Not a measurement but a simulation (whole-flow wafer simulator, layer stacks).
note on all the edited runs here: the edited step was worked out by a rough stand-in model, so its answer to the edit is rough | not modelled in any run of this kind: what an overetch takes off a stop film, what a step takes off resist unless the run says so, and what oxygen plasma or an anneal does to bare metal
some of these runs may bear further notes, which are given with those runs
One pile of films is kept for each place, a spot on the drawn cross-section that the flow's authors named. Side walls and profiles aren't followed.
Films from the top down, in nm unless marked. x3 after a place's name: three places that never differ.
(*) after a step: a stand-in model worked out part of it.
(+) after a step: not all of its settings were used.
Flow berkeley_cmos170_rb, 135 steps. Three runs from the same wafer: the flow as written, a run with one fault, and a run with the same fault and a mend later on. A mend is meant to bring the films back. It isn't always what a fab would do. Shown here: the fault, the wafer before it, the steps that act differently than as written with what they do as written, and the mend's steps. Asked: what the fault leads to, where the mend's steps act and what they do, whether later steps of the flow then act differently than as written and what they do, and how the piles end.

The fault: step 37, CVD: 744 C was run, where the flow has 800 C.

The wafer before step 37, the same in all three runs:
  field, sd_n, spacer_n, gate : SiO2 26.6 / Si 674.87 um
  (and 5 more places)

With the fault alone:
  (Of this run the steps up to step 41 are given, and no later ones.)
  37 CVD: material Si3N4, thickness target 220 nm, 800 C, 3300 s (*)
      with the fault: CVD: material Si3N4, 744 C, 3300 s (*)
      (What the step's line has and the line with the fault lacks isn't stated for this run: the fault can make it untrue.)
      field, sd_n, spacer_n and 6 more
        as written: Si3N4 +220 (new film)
        with the fault: Si3N4 +88.6 (new film)
  No later step of the flow up to step 41 acts differently than as written at any place that is followed.
  After step 41 the piles differ from the flow's by more than 2% or 0.5 nm, whichever is larger, at field, sd_n, spacer_n and 6 more.
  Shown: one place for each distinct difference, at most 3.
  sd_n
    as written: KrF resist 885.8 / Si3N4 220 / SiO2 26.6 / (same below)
    with the fault: KrF resist 885.8 / Si3N4 88.6 / SiO2 26.6 / (same below)
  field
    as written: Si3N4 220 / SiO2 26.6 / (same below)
    with the fault: Si3N4 88.6 / SiO2 26.6 / (same below)

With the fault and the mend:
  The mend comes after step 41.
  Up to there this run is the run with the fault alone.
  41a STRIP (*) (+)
      sd_n, spacer_n, gate, sd_p, spacer_p, gate_p, contact, m1
        KrF resist -885.8 (all of it)
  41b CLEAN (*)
      changes no film at any place that is followed
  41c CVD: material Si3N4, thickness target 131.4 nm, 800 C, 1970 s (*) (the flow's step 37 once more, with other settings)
      field, sd_n, spacer_n and 6 more
        Si3N4 +131.4
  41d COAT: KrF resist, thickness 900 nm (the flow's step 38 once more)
      field, sd_n, spacer_n and 6 more
        KrF resist +900 (new film)
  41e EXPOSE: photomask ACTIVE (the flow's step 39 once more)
      changes no film at any place that is followed
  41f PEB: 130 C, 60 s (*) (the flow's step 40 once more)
      changes no film at any place that is followed
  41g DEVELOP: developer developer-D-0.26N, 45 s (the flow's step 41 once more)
      sd_n, spacer_n, gate, sd_p, spacer_p, gate_p, contact, m1
        KrF resist -14.2
      field
        KrF resist -900 (all of it)
  No later step of the flow acts differently than as written, at any place that is followed, by more than 2% or 0.5 nm, whichever is larger.
  At the end the piles are the same as the flow's at every place that both follow.
